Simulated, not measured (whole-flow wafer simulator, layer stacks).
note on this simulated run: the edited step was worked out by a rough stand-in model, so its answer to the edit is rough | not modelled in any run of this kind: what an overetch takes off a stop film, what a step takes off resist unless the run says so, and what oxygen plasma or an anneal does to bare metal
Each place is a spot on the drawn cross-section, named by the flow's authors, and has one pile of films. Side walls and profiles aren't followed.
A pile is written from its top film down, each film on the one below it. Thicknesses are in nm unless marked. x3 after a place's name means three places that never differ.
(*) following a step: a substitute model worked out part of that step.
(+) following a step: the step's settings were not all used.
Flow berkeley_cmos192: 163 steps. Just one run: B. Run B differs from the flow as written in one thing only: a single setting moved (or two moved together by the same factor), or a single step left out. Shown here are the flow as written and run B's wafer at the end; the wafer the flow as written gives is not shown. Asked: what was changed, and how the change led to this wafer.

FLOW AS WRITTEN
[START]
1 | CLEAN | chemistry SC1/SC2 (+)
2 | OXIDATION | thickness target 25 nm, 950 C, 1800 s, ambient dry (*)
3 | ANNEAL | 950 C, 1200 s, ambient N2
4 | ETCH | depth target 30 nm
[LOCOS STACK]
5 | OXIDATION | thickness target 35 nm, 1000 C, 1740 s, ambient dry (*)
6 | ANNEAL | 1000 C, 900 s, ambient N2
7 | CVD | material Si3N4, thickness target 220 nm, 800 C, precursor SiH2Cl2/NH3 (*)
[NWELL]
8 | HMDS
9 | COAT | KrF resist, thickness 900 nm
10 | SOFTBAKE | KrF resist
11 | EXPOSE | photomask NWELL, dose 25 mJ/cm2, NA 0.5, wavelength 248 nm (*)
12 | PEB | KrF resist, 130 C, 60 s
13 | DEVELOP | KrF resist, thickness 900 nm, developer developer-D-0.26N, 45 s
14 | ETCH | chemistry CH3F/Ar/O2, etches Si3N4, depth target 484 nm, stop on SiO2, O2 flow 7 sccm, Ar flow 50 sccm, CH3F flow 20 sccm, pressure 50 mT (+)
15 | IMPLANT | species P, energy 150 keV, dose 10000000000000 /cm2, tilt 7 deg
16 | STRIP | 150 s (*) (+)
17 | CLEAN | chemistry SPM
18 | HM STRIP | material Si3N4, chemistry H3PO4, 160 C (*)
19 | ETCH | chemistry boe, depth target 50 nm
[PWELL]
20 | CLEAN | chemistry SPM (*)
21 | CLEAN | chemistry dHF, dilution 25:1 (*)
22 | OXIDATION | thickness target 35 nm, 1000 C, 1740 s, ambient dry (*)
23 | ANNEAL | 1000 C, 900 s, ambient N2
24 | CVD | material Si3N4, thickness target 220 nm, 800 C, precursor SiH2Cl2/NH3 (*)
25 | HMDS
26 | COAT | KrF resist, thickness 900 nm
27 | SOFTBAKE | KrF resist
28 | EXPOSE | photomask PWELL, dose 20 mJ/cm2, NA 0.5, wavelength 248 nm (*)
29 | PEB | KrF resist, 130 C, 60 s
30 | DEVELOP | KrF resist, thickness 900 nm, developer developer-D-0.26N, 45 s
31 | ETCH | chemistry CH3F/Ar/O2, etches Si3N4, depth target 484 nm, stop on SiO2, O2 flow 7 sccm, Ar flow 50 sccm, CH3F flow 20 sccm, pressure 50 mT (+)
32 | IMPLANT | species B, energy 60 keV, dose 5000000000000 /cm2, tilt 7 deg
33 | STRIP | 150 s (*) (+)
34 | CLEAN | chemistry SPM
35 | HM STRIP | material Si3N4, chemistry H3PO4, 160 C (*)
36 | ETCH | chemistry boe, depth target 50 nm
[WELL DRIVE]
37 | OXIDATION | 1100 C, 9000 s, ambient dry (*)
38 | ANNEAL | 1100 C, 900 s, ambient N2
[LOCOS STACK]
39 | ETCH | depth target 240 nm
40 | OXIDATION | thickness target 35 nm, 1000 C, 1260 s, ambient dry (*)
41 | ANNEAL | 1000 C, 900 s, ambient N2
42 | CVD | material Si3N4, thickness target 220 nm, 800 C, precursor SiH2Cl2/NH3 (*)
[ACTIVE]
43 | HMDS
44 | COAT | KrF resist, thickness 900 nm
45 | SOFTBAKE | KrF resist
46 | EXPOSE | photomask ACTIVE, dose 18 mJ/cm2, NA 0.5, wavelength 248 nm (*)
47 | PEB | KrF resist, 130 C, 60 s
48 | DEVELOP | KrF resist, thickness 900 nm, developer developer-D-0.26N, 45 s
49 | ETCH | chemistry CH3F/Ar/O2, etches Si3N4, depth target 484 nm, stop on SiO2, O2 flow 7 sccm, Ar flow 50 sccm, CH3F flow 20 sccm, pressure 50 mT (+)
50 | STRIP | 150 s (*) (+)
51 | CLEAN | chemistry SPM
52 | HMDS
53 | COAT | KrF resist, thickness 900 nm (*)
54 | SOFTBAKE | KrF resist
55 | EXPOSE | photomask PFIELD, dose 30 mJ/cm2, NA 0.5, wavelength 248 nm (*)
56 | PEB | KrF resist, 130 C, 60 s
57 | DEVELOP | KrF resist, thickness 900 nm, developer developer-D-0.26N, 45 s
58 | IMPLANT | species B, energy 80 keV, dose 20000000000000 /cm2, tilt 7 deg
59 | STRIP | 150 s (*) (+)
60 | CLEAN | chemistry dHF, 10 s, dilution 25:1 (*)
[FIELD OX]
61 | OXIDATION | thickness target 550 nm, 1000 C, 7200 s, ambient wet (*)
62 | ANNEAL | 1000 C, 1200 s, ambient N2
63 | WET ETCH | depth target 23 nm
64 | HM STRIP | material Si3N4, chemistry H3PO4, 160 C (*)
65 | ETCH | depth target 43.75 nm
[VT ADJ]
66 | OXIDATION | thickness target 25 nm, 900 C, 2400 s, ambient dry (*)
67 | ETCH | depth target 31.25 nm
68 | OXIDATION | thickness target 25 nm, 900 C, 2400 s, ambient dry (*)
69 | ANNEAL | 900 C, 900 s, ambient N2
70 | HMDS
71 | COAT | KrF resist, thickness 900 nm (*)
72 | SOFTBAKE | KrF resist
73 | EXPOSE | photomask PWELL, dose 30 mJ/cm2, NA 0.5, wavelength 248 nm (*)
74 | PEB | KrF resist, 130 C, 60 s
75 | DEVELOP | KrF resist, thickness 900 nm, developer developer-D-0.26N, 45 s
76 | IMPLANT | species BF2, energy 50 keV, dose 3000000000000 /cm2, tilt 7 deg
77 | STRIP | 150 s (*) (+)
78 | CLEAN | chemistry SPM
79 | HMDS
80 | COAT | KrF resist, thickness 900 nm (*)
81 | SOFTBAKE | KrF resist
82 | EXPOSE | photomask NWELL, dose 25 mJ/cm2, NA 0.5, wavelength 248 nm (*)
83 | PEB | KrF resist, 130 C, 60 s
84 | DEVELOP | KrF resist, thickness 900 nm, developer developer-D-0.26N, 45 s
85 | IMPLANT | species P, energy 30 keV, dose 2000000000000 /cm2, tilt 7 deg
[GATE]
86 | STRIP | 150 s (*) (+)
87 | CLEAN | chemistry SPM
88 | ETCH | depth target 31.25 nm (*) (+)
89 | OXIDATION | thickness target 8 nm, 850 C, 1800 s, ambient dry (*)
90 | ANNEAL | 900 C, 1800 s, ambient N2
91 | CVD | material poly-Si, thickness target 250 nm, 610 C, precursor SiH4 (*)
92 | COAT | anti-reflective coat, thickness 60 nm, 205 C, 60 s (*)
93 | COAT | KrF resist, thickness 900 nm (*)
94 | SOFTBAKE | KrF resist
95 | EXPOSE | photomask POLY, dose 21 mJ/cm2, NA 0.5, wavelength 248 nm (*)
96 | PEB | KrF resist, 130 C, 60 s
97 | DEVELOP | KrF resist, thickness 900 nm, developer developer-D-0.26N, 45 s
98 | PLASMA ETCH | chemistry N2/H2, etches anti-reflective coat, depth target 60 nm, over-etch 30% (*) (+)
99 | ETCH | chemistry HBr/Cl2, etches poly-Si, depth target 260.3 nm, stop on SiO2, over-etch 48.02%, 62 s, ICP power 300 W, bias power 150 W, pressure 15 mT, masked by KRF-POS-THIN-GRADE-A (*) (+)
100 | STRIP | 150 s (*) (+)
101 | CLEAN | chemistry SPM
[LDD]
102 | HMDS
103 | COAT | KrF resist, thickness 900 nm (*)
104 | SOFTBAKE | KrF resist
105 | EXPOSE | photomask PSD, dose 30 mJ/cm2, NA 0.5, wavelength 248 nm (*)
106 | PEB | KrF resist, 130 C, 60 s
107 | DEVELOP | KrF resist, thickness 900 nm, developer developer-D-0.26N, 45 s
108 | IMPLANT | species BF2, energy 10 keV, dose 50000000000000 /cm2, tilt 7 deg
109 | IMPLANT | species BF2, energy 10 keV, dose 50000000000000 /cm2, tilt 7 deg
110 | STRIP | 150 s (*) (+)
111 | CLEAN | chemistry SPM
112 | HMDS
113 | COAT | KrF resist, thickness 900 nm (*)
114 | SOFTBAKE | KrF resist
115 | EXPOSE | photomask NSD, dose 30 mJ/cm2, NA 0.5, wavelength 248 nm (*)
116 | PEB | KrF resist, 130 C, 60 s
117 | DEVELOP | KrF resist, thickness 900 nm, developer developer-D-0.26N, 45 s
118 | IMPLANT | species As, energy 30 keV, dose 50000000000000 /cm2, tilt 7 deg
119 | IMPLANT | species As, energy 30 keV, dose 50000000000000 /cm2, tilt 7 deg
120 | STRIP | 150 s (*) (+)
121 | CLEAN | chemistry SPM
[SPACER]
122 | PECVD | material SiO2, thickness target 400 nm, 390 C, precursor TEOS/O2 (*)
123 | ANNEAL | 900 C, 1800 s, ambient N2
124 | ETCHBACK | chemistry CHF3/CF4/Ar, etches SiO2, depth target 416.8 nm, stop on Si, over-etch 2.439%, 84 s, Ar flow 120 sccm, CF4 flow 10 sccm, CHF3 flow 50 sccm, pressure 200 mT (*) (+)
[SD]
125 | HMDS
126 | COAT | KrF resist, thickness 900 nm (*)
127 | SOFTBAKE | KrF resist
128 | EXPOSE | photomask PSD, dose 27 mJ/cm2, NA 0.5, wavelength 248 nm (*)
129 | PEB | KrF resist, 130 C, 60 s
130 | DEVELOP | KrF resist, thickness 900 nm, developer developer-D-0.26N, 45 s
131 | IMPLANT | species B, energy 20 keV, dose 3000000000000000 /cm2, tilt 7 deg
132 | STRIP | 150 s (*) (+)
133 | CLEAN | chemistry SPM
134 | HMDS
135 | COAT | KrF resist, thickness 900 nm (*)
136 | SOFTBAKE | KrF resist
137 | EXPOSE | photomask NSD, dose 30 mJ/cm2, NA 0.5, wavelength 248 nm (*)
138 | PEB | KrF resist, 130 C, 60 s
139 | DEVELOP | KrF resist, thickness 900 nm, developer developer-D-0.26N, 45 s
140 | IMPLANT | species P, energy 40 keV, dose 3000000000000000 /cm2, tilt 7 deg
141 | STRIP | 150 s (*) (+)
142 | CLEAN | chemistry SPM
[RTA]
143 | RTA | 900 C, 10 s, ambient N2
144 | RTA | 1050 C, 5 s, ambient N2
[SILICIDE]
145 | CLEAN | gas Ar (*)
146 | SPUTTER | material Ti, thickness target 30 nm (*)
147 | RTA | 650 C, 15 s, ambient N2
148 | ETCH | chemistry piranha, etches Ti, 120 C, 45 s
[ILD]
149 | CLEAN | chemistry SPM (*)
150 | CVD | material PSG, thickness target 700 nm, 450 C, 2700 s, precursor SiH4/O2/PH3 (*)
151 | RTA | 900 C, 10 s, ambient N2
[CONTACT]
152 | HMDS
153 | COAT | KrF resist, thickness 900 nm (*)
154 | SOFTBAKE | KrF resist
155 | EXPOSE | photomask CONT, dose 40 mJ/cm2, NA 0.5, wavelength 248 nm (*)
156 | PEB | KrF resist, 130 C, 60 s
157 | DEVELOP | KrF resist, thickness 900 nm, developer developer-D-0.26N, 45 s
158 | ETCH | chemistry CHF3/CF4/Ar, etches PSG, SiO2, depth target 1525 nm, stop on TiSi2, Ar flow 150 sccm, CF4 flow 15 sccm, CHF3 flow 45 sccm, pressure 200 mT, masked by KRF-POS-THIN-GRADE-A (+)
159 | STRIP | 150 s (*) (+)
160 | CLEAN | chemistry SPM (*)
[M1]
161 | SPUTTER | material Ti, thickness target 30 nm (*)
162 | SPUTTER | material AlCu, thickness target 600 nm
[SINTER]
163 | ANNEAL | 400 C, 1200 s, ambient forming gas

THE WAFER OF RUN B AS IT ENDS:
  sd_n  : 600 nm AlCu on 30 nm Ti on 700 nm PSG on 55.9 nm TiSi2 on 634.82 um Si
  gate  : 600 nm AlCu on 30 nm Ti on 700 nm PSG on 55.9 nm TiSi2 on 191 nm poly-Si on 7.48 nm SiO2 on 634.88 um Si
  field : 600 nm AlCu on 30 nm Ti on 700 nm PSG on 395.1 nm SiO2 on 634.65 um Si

The reason: step 37, OXIDATION: 1045 C was run, whereas the flow has 1100 C.

Step by step, how the change led to this:
  37 | OXIDATION | 1100 C, 9000 s, ambient dry (*)
      field, sd_n, spacer_n and 6 more: +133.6 SiO2 (new film), -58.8 Si (in the flow as written it would be: +197.6 SiO2 (new film), -86.9 Si)
  39 | ETCH | depth target 240 nm
      field, sd_n, spacer_n and 6 more: -133.6 SiO2 (all of it) (in the flow as written it would be: -197.6 SiO2 (all of it))
